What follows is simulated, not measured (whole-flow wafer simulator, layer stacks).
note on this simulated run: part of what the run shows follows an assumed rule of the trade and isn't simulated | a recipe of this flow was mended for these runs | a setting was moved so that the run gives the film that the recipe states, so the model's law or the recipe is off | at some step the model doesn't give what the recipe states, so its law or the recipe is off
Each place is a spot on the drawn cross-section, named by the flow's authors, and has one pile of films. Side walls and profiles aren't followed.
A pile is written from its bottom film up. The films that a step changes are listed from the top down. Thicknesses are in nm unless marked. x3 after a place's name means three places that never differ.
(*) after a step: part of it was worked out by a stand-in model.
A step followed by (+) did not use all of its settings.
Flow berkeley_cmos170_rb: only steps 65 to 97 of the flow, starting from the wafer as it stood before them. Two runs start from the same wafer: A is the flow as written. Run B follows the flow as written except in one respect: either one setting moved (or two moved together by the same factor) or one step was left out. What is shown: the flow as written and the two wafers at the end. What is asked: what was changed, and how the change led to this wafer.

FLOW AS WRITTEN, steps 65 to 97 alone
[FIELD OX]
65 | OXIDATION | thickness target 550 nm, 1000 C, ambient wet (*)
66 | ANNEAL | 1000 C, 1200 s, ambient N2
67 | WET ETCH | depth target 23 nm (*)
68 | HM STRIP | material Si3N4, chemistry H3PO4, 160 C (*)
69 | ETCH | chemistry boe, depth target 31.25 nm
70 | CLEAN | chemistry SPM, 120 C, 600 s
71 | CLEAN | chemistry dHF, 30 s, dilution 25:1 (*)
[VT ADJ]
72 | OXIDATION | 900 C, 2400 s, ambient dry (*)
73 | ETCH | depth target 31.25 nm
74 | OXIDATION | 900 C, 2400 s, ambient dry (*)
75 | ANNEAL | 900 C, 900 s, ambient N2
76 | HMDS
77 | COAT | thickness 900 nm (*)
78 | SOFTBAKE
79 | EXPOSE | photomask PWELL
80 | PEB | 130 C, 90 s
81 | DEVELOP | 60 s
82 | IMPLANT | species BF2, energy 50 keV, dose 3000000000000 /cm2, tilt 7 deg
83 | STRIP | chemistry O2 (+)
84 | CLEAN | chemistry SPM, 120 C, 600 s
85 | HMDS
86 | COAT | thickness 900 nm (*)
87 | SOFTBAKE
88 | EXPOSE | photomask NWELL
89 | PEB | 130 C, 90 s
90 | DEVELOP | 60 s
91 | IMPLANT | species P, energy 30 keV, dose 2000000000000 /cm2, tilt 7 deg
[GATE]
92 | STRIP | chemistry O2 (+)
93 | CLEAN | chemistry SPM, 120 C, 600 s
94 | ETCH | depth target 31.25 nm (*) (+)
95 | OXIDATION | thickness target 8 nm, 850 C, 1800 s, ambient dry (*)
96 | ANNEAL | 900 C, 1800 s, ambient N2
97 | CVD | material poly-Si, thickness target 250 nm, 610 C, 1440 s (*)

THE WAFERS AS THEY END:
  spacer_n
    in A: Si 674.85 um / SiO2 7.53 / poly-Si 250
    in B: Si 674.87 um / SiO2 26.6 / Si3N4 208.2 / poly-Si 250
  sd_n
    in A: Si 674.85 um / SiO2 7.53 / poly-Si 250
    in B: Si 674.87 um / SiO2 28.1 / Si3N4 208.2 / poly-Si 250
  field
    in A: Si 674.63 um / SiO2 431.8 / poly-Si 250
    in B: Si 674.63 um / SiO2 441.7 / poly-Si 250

Cause: step 68, HM STRIP: material Si3N4, chemistry H3PO4, 160 C (*), was not run.

Step by step, how the change led to this:
  69 | ETCH | chemistry boe, depth target 31.25 nm
      spacer_n, spacer_p, gate_p, contact, m1: A -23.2 SiO2 (all of it) | B -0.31 Si3N4
      gate, sd_p: A -23.3 SiO2 (all of it) | B -0.31 Si3N4
      (and at 1 other place as well)
  70 | CLEAN | chemistry SPM, 120 C, 600 s
      sd_n, spacer_n, gate, sd_p, spacer_p, gate_p, contact, m1: A +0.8 chemical SiO2 (new film), -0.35 Si | B nothing
  71 | CLEAN | chemistry dHF, 30 s, dilution 25:1 (*)
      sd_n, spacer_n, gate, sd_p, spacer_p, gate_p, contact, m1: A -0.8 chemical SiO2 (all of it) | B -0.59 Si3N4
  72 | OXIDATION | 900 C, 2400 s, ambient dry (*)
      sd_n, spacer_n, gate, sd_p, spacer_p, gate_p, contact, m1: A +15 SiO2 (new film), -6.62 Si | B nothing
  73 | ETCH | depth target 31.25 nm
      sd_n, spacer_n, gate, sd_p, spacer_p, gate_p, contact, m1: A -15 SiO2 (all of it) | B -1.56 Si3N4
  74 | OXIDATION | 900 C, 2400 s, ambient dry (*)
      sd_n, spacer_n, gate, sd_p, spacer_p, gate_p, contact, m1: A +15 SiO2 (new film), -6.62 Si | B nothing
  77 | COAT | thickness 900 nm (*)
      field: A +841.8 KrF-resist (new film) | B +901.5 KrF-resist (new film)
      sd_n: A +1014.8 KrF-resist (new film) | B +896.7 KrF-resist (new film)
      (and at 7 other places as well)
  81 | DEVELOP | 60 s
      field: A -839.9 KrF-resist (all of it) | B -899.5 KrF-resist (all of it)
      sd_n: A -1012.5 KrF-resist (all of it) | B -894.7 KrF-resist (all of it)
      (and at 4 other places as well)
  83 | STRIP | chemistry O2 (+)
      sd_p: A -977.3 KrF-resist (all of it) | B -881 KrF-resist (all of it)
      spacer_p: A -958.6 KrF-resist (all of it) | B -881.4 KrF-resist (all of it)
      (and at 1 other place as well)
  86 | COAT | thickness 900 nm (*)
      field: A +841.8 KrF-resist (new film) | B +901.5 KrF-resist (new film)
      sd_n: A +1014.8 KrF-resist (new film) | B +896.7 KrF-resist (new film)
      (and at 7 other places as well)
  90 | DEVELOP | 60 s
      sd_p: A -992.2 KrF-resist (all of it) | B -896 KrF-resist (all of it)
      spacer_p: A -973.6 KrF-resist (all of it) | B -896.3 KrF-resist (all of it)
      (and at 1 other place as well)
  92 | STRIP | chemistry O2 (+)
      field: A -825 KrF-resist (all of it) | B -884.5 KrF-resist (all of it)
      sd_n: A -997.5 KrF-resist (all of it) | B -879.8 KrF-resist (all of it)
      (and at 4 other places as well)
  94 | ETCH | depth target 31.25 nm (*) (+)
      sd_n, spacer_n, gate, sd_p, spacer_p, gate_p, contact, m1: A -15 SiO2 (all of it) | B -1.56 Si3N4
  95 | OXIDATION | thickness target 8 nm, 850 C, 1800 s, ambient dry (*)
      sd_n, spacer_n, gate, sd_p, spacer_p, gate_p, contact, m1: A +7.53 SiO2 (new film), -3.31 Si | B nothing
